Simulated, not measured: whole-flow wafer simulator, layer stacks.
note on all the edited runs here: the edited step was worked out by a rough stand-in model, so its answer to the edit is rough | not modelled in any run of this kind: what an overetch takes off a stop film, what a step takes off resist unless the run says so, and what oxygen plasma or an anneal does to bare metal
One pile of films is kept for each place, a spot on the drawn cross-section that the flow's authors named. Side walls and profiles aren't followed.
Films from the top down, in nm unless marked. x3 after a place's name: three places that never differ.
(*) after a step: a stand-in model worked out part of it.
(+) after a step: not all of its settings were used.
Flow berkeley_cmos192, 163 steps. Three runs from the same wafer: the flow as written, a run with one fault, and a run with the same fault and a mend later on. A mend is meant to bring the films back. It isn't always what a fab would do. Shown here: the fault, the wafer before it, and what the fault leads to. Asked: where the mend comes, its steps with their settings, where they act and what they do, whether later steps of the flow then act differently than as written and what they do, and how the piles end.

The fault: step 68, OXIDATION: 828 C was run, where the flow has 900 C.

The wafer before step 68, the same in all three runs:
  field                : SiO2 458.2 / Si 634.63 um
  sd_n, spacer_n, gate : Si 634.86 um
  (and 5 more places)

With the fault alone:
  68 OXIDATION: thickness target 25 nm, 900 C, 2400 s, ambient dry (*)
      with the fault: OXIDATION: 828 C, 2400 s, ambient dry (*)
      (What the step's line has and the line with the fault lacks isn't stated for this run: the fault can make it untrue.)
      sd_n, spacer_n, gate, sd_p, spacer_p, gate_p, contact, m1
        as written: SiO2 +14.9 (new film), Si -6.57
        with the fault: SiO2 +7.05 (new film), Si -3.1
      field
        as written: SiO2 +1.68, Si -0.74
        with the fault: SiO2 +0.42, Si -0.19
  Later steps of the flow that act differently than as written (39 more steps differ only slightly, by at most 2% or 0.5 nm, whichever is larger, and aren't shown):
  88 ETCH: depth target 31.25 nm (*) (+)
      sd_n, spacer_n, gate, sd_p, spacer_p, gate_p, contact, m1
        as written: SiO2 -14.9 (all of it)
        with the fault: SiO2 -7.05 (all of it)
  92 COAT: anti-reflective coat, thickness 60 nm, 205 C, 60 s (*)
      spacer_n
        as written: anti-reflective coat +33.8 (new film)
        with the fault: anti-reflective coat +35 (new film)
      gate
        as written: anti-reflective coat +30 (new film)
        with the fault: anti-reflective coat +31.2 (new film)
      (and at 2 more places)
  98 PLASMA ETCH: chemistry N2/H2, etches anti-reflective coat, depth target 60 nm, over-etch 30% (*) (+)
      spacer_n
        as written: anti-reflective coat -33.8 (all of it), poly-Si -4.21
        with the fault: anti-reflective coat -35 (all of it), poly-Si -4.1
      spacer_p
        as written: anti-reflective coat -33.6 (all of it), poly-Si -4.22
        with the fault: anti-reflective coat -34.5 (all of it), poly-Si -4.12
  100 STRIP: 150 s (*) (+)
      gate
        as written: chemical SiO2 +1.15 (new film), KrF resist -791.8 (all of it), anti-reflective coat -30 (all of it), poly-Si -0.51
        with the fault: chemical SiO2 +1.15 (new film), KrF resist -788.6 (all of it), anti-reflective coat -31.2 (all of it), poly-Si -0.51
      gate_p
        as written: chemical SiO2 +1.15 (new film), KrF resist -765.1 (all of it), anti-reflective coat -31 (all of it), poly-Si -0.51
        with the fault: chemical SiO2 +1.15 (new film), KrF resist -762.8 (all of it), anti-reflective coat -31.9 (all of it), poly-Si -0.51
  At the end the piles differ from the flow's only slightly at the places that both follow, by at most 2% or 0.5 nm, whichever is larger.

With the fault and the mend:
  The mend comes after step 69.
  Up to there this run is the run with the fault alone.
  69a OXIDATION: 900 C, 1661 s, ambient dry (*) (the flow's step 68 once more, with other settings)
      sd_n, spacer_n, gate, sd_p, spacer_p, gate_p, contact, m1
        SiO2 +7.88, Si -3.47
      field
        SiO2 +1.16, Si -0.51
  No later step of the flow acts differently than as written, at any place that is followed, by more than 2% or 0.5 nm, whichever is larger.
  At the end the piles differ from the flow's only slightly at the places that both follow, by at most 2% or 0.5 nm, whichever is larger.
